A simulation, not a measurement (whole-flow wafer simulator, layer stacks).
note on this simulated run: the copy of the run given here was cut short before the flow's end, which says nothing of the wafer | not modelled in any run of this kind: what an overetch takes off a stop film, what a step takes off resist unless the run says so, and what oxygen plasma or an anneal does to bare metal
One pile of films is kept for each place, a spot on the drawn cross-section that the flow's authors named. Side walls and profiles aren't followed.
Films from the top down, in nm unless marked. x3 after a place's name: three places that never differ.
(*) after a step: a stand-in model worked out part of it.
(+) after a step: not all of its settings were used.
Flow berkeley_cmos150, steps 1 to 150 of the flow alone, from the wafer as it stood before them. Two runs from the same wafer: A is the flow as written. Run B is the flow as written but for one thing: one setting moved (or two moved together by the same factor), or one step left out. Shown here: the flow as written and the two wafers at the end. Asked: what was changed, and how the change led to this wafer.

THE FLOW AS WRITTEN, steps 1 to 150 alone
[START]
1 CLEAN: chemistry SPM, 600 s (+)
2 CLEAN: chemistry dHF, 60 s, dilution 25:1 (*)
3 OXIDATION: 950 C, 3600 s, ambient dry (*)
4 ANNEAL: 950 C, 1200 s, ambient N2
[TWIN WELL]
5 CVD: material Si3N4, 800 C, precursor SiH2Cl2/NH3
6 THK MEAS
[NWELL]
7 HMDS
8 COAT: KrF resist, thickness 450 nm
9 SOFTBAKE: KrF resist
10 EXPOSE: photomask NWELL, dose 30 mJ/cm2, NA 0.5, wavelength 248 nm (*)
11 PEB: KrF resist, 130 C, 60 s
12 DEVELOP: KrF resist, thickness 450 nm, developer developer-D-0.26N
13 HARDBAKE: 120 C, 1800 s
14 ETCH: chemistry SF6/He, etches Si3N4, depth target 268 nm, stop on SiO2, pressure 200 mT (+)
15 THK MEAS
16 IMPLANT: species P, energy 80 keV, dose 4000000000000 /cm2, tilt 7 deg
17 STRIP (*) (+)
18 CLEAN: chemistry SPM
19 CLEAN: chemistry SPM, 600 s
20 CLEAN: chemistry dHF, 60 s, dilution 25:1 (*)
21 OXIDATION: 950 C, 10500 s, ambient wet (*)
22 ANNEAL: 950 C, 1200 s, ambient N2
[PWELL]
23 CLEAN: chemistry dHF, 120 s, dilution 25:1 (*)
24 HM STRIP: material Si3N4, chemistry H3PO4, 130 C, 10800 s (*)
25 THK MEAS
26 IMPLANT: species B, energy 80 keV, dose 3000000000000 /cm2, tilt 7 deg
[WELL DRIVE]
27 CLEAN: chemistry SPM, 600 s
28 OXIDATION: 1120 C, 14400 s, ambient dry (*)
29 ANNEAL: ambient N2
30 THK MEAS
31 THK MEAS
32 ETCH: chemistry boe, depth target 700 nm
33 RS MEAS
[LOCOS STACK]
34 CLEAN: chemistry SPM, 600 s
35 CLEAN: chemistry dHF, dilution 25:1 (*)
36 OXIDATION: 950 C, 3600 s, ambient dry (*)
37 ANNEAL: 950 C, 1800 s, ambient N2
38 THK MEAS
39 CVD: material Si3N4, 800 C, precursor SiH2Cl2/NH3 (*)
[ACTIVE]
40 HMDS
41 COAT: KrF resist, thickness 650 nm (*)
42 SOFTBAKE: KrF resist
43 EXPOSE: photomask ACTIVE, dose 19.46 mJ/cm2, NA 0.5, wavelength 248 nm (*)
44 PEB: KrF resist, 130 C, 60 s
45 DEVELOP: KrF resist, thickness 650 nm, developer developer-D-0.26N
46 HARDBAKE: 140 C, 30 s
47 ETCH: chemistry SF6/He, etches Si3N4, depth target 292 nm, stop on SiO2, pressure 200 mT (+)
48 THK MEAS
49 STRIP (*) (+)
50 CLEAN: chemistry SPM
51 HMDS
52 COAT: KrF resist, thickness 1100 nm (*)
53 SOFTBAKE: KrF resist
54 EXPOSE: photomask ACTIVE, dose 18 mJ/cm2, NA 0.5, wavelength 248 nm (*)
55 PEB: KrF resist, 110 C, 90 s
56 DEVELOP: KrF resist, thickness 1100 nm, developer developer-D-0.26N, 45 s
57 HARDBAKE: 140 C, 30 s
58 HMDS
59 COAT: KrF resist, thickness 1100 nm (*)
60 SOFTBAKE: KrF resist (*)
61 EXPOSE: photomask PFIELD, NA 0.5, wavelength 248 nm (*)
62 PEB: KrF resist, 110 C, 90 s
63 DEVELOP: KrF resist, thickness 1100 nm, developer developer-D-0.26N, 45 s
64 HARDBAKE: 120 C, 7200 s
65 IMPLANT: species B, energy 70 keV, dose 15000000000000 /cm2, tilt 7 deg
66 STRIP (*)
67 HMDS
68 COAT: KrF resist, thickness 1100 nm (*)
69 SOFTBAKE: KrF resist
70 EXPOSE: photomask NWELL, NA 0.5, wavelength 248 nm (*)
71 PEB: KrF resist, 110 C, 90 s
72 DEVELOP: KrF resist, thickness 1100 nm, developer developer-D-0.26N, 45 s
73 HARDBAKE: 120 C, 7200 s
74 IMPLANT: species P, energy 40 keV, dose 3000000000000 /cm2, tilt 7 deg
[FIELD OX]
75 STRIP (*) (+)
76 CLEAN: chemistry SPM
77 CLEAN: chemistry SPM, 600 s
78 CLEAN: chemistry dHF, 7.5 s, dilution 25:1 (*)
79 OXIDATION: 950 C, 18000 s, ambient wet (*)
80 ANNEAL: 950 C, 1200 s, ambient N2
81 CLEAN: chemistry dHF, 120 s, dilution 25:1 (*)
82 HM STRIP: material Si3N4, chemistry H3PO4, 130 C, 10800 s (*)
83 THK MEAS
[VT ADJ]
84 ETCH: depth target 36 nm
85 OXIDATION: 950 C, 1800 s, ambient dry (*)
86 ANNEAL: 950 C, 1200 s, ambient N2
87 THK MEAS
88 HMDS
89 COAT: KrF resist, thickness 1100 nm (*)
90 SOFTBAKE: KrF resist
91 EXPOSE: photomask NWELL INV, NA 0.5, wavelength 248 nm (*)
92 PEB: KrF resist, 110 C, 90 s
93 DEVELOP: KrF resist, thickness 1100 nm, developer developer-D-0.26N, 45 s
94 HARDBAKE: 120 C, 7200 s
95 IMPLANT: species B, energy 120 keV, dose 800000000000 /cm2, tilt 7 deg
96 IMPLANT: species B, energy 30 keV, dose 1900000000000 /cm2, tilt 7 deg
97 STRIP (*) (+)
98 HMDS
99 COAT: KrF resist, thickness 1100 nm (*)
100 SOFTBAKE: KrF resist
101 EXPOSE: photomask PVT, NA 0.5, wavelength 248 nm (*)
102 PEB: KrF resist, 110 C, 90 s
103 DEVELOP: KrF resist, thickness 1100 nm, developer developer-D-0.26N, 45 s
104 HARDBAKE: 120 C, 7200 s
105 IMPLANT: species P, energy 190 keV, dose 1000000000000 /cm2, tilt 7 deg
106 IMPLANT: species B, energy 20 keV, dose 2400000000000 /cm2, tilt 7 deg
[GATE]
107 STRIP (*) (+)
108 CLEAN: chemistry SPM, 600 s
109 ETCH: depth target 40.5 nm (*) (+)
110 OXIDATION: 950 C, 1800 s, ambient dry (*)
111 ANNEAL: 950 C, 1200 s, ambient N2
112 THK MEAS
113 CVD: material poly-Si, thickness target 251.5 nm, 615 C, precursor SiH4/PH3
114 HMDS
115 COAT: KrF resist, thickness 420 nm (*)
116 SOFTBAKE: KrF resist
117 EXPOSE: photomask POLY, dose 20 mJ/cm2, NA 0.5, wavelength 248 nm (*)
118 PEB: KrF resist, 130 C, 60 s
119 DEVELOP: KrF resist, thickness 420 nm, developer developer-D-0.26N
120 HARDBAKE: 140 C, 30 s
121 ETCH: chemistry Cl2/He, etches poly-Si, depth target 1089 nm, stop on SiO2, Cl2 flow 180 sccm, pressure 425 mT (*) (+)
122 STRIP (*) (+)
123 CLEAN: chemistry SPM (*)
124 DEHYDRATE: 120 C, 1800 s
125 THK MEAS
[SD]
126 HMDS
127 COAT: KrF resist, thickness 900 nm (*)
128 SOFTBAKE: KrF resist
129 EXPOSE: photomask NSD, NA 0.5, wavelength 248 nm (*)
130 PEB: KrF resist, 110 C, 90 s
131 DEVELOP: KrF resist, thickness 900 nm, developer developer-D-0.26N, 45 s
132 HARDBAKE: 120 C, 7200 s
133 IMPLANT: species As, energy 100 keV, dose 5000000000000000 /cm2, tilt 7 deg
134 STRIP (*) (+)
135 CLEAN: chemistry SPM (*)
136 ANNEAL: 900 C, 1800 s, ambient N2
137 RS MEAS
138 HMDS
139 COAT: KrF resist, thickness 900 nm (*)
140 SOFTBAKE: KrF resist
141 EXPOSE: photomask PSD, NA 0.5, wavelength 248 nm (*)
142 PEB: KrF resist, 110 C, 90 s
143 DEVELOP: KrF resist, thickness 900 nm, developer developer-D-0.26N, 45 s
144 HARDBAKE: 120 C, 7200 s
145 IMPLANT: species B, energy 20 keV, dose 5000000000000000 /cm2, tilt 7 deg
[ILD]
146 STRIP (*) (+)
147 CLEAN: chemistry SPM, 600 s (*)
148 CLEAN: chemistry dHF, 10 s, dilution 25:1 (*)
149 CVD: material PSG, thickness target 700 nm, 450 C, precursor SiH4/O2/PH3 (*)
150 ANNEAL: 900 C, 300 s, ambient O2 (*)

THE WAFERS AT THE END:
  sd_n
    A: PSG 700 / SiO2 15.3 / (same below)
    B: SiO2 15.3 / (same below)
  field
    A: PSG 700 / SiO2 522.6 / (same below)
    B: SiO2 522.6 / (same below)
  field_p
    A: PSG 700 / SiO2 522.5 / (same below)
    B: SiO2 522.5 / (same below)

The cause: step 149, CVD: material PSG, thickness target 700 nm, 450 C, precursor SiH4/O2/PH3 (*), was left out.

How the change led to this, step by step:
  (no step that both runs have acts differently)
